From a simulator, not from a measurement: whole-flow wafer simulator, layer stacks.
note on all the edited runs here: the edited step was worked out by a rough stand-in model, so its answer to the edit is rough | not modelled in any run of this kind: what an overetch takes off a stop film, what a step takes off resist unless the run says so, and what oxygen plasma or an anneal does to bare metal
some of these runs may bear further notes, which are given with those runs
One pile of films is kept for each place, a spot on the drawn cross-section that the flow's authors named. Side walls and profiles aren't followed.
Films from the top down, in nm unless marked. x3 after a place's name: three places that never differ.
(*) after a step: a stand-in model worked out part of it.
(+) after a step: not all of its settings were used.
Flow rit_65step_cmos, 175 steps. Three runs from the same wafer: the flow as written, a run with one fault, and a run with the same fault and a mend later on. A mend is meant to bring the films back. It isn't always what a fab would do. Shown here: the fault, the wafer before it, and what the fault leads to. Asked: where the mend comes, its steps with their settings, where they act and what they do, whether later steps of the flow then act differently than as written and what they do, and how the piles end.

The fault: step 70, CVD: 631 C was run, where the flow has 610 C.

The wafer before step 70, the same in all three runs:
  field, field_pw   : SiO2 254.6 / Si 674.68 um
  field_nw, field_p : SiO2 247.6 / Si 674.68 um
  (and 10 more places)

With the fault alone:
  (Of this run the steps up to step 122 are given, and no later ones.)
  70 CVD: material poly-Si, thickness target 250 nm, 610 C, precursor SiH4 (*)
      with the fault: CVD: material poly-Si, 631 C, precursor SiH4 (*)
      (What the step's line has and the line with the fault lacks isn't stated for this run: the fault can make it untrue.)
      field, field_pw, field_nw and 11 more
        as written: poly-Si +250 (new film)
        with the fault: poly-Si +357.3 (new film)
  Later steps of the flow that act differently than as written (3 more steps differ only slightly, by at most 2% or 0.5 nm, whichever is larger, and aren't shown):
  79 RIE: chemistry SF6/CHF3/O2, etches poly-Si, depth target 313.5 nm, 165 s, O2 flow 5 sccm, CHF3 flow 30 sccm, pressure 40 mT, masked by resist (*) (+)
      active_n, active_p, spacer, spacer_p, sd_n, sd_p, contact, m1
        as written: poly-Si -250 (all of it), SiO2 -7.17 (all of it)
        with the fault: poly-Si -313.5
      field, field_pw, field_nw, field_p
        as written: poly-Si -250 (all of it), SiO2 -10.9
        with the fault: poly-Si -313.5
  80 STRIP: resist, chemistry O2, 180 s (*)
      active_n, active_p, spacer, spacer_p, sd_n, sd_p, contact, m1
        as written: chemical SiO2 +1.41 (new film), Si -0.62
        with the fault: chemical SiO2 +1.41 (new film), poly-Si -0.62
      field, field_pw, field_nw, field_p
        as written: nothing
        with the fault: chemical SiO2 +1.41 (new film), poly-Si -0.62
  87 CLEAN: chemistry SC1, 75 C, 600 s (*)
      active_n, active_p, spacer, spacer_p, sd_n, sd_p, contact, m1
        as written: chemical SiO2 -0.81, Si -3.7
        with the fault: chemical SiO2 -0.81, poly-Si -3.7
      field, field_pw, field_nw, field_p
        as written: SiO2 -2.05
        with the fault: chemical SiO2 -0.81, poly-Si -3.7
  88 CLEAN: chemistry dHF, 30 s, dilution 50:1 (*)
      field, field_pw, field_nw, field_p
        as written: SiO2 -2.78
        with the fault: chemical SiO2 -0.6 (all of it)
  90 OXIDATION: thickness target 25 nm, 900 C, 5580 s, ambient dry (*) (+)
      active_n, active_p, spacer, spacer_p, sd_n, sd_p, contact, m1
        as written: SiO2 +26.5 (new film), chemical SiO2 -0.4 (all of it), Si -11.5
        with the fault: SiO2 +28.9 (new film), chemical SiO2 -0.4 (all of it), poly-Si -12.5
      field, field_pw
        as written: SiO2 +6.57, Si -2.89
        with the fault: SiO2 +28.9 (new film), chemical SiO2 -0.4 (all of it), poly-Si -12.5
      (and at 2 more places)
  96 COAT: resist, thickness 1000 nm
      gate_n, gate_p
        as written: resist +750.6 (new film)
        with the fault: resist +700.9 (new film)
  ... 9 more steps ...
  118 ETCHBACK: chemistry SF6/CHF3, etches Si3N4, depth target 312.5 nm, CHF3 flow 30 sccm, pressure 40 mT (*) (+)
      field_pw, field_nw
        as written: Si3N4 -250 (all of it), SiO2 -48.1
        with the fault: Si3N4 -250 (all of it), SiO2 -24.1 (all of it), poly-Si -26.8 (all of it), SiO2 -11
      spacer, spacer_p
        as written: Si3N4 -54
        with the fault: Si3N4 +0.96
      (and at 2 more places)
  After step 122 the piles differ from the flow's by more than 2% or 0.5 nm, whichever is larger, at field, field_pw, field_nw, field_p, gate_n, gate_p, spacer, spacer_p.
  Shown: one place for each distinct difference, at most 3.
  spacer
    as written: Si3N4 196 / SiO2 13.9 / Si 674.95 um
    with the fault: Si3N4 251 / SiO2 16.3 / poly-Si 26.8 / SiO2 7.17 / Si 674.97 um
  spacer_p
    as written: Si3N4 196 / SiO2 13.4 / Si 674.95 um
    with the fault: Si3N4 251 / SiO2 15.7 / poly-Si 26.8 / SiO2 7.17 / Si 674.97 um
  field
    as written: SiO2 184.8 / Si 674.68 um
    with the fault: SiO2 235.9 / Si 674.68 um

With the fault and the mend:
  The mend comes after step 71.
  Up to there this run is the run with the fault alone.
  71a ETCH: chemistry tmah, depth target 107.3 nm
      field, field_pw, field_nw and 11 more
        poly-Si -107.3
  No later step of the flow acts differently than as written, at any place that is followed, by more than 2% or 0.5 nm, whichever is larger.
  At the end the piles are the same as the flow's at every place that both follow.
